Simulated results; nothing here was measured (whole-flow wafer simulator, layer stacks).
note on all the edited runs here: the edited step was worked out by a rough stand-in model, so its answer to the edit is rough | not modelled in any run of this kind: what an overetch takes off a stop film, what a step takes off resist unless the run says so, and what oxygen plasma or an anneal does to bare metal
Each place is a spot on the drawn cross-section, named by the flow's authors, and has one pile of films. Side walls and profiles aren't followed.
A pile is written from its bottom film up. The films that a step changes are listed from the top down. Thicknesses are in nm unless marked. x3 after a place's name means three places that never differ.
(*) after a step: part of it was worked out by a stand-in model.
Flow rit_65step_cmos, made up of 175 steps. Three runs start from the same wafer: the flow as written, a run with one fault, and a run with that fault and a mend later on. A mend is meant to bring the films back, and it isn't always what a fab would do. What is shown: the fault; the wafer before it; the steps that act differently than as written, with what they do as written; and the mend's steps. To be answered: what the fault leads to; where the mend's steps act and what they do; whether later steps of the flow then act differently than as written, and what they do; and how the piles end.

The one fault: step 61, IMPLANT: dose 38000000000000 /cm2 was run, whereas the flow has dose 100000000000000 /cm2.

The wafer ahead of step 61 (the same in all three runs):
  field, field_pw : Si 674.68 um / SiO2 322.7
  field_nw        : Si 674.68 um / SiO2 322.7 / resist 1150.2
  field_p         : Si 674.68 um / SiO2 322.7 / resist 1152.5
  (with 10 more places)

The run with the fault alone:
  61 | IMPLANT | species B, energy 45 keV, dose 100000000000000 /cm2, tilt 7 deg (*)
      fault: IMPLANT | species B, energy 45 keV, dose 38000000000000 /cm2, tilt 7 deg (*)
      acts as it does as written at every place that is followed
  Steps further on in the flow that do not act as written (31 other steps are not shown; they differ only slightly, by no more than 2% or 0.5 nm, whichever is larger):
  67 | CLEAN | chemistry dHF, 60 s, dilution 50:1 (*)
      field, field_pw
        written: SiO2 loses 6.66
        fault: SiO2 loses 5.98
  The piles end only slightly different from the flow's at the places that both follow, by no more than 2% or 0.5 nm, whichever is larger.

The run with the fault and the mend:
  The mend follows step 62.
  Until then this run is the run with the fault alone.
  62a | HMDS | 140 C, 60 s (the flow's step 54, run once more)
      leaves every film unchanged at each place that is followed
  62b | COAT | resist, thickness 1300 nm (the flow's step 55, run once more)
      gate_n, gate_p, spacer, spacer_p, contact
        resist gains 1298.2 (new film)
      active_n, active_p, sd_p
        resist gains 1297.4 (new film)
      field_pw, field_nw
        resist gains 1313 (new film)
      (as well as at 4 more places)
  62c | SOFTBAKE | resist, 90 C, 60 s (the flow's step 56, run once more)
      leaves every film unchanged at each place that is followed
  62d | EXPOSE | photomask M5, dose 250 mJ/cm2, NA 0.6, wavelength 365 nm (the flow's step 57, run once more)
      leaves every film unchanged at each place that is followed
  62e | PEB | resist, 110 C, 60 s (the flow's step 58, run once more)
      gate_n, gate_p, spacer, spacer_p, contact, m1
        resist loses 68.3
      active_n, active_p, sd_n, sd_p
        resist loses 68.2
      field, field_p
        resist loses 69.2
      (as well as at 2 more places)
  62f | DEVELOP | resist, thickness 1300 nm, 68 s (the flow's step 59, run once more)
      gate_n, spacer, contact
        resist loses 1229.9 (all of it)
      field
        resist loses 1246.5 (all of it)
      field_pw
        resist loses 1243.9 (all of it)
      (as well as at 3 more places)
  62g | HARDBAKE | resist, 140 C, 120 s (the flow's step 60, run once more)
      active_p, gate_p, spacer_p
        resist loses 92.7
      field_nw
        resist loses 93.8
      field_p
        resist loses 94
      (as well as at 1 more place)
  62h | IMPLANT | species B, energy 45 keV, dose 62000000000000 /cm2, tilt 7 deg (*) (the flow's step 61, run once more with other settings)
      leaves every film unchanged at each place that is followed
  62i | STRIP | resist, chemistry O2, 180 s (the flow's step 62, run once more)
      active_p, sd_p
        resist loses 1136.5 (all of it)
      gate_p, spacer_p
        resist loses 1137.2 (all of it)
      field_nw
        resist loses 1150.2 (all of it)
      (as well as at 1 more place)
  Every later step of the flow that is run acts as written at every place that is followed.
  At every place that both follow, the piles at the end match the flow's.
